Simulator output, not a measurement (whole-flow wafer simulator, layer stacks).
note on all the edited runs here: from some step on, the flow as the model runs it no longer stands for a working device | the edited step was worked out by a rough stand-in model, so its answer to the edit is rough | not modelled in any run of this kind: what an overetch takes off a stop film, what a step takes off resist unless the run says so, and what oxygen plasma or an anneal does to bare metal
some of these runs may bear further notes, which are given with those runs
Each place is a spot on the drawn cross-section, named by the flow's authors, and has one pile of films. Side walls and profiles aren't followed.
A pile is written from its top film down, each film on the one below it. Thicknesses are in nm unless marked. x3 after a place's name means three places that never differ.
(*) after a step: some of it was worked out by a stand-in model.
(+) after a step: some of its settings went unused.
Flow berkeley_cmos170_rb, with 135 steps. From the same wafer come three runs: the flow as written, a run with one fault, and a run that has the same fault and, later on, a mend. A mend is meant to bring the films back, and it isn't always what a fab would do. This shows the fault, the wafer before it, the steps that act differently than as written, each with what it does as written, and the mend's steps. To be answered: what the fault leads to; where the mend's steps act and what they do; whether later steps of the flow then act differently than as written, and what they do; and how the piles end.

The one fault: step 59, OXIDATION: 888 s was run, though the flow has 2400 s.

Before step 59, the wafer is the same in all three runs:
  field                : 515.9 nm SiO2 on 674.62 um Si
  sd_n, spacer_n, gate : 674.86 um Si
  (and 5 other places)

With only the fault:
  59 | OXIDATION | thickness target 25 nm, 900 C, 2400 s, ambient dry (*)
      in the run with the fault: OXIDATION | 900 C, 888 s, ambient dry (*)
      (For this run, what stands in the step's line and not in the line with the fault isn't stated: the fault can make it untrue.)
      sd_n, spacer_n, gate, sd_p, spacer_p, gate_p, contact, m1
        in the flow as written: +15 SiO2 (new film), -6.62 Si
        in the run with the fault: +8.11 SiO2 (new film), -3.57 Si
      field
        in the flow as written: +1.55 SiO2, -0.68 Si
        in the run with the fault: +0.57 SiO2, -0.25 Si
  Later steps of the flow acting differently than as written (31 other steps are not shown; they differ only slightly, by no more than 2% or 0.5 nm, whichever is larger):
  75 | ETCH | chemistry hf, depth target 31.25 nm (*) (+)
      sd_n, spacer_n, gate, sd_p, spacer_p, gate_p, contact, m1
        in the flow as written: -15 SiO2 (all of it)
        in the run with the fault: -8.11 SiO2 (all of it)
  At the end the piles are close to the flow's at the places that both follow, differing by at most 2% or 0.5 nm, whichever is larger.

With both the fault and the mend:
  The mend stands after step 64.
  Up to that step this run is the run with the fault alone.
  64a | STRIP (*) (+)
      sd_p
        -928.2 KrF resist (all of it)
      spacer_p
        -911.3 KrF resist (all of it)
      gate_p
        -910.4 KrF resist (all of it)
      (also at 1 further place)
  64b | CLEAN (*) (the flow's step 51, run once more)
      alters no film at any place that is followed
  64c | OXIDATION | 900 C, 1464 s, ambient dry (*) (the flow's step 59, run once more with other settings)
      sd_n, spacer_n, gate, sd_p, spacer_p, gate_p, contact, m1
        +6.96 SiO2, -3.06 Si
      field
        +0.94 SiO2, -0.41 Si
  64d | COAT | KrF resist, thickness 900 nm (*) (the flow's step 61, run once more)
      field
        +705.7 KrF resist (new film)
      sd_n
        +957.4 KrF resist (new film)
      spacer_n
        +924.9 KrF resist (new film)
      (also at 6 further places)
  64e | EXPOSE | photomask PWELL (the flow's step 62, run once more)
      alters no film at any place that is followed
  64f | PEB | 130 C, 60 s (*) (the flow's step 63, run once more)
      alters no film at any place that is followed
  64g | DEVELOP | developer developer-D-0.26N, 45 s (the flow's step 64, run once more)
      sd_p, spacer_p, gate_p, m1
        -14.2 KrF resist
      field
        -705.7 KrF resist (all of it)
      sd_n
        -957.4 KrF resist (all of it)
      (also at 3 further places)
  Every later step of the flow that is run acts as written, at every place that is followed, to within 2% or 0.5 nm, whichever is larger.
  At the end the piles are close to the flow's at the places that both follow, differing by at most 2% or 0.5 nm, whichever is larger.
